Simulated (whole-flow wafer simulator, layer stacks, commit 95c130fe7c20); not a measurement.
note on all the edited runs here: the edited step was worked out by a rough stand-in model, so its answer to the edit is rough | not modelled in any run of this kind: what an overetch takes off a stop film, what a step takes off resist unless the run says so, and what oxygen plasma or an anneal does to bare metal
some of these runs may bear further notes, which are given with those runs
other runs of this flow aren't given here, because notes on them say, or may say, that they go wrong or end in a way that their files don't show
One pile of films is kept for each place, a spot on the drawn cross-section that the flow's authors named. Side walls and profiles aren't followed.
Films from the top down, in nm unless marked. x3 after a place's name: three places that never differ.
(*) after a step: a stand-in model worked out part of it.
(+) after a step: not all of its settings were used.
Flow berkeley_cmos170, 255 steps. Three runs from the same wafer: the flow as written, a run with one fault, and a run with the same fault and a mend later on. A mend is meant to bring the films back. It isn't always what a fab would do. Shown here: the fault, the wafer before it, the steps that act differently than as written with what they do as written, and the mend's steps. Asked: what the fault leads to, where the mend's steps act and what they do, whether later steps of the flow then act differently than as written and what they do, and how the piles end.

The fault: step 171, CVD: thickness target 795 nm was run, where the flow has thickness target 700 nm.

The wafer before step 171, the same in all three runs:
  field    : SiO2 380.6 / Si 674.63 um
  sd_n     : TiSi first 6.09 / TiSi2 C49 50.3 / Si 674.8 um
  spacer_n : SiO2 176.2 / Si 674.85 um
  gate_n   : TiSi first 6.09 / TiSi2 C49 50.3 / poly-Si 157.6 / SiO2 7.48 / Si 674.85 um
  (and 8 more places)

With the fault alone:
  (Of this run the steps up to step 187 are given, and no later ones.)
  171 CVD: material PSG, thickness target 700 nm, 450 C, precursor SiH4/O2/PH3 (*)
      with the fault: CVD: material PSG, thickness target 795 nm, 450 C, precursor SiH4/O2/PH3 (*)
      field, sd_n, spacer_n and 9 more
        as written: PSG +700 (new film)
        with the fault: PSG +795 (new film)
  Later steps of the flow that act differently than as written (6 more steps differ only slightly, by at most 2% or 0.5 nm, whichever is larger, and aren't shown):
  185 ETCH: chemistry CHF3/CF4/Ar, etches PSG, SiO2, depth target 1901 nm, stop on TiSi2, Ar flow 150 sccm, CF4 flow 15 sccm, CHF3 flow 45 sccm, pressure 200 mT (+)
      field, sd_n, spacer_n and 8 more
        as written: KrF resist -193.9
        with the fault: KrF resist -217.7
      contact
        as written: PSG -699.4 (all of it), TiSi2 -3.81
        with the fault: PSG -794.4 (all of it), TiSi2 -3.81
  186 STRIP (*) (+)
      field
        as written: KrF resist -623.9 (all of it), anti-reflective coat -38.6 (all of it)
        with the fault: KrF resist -599.9 (all of it), anti-reflective coat -38.8 (all of it)
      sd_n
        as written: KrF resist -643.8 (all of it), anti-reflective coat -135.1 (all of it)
        with the fault: KrF resist -619.3 (all of it), anti-reflective coat -135.9 (all of it)
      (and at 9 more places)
  After step 187 the piles differ from the flow's by more than 2% or 0.5 nm, whichever is larger, at field, sd_n, spacer_n and 8 more.
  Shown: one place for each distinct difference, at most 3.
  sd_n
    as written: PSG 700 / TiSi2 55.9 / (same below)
    with the fault: PSG 795 / TiSi2 55.9 / (same below)
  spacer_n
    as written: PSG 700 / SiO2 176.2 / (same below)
    with the fault: PSG 795 / SiO2 176.2 / (same below)
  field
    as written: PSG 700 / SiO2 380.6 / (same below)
    with the fault: PSG 795 / SiO2 380.6 / (same below)

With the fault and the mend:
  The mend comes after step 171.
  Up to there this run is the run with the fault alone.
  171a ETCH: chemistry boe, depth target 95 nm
      field, sd_n, spacer_n and 9 more
        PSG -95
  No later step of the flow acts differently than as written, at any place that is followed, by more than 2% or 0.5 nm, whichever is larger.
  At the end the piles differ from the flow's only slightly at the places that both follow, by at most 2% or 0.5 nm, whichever is larger.
